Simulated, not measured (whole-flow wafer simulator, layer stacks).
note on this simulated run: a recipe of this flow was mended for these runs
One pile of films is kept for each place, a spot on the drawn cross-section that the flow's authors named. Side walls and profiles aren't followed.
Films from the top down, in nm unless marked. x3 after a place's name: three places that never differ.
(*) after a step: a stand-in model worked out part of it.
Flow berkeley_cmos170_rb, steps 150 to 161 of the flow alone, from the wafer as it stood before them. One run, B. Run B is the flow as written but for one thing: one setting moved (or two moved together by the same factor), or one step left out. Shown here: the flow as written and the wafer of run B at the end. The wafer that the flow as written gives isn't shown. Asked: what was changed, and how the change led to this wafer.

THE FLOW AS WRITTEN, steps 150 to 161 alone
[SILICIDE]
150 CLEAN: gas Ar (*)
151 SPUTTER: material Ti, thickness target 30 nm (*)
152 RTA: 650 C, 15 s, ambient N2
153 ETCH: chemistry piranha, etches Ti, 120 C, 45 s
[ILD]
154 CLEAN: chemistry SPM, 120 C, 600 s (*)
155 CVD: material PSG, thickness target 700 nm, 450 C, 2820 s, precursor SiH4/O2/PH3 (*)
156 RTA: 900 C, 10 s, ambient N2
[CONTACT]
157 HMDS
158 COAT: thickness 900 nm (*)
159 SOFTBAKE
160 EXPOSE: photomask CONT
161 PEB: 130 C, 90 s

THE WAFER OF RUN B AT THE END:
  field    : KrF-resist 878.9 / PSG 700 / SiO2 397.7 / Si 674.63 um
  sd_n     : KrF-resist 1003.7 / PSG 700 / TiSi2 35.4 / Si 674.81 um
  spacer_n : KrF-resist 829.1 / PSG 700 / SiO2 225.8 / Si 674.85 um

The cause: step 151, SPUTTER: thickness target 19 nm was run, where the flow has thickness target 30 nm.

How the change led to this, step by step:
  151 SPUTTER: material Ti, thickness target 30 nm (*)
      field, sd_n, spacer_n, gate, spacer_p, gate_p, contact, m1: Ti +19 (new film) (as written it would be: Ti +30 (new film))
      sd_p: Ti +17.7 (new film) (as written it would be: Ti +27.9 (new film))
  152 RTA: 650 C, 15 s, ambient N2
      sd_n, contact, m1: Ti -14.8, TiSi2 C49 +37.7 (new film), Si -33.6 (as written it would be: Ti -23.4, TiSi first +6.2 (new film), TiSi2 C49 +50.3 (new film), Si -49)
      gate, gate_p: Ti -14.8, TiSi2 C49 +37.7 (new film), poly-Si -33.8 (as written it would be: Ti -23.4, TiSi first +6.2 (new film), TiSi2 C49 +50.3 (new film), poly-Si -49.2)
      (and at 1 more place)
  153 ETCH: chemistry piranha, etches Ti, 120 C, 45 s
      sd_n, gate, gate_p, contact, m1: Ti -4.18 (all of it), TiSi2 C49 -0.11 (as written it would be: Ti -6.6 (all of it), TiSi first -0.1)
      sd_p: Ti -3.89 (all of it), TiSi2 C49 -0.11 (as written it would be: Ti -6.14 (all of it), TiSi first -0.1)
      (and at 3 more places)
  156 RTA: 900 C, 10 s, ambient N2
      sd_n, contact, m1: under 1 film: TiSi2 +35.4 (new film), TiSi2 C49 -37.6 (all of it) (as written it would be: under 1 film: TiSi2 +55.9 (new film), TiSi first -6.09 (all of it), TiSi2 C49 -50.3 (all of it), Si -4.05)
      gate, gate_p: under 1 film: TiSi2 +35.4 (new film), TiSi2 C49 -37.6 (all of it) (as written it would be: under 1 film: TiSi2 +55.9 (new film), TiSi first -6.09 (all of it), TiSi2 C49 -50.3 (all of it), poly-Si -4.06)
      (and at 1 more place)
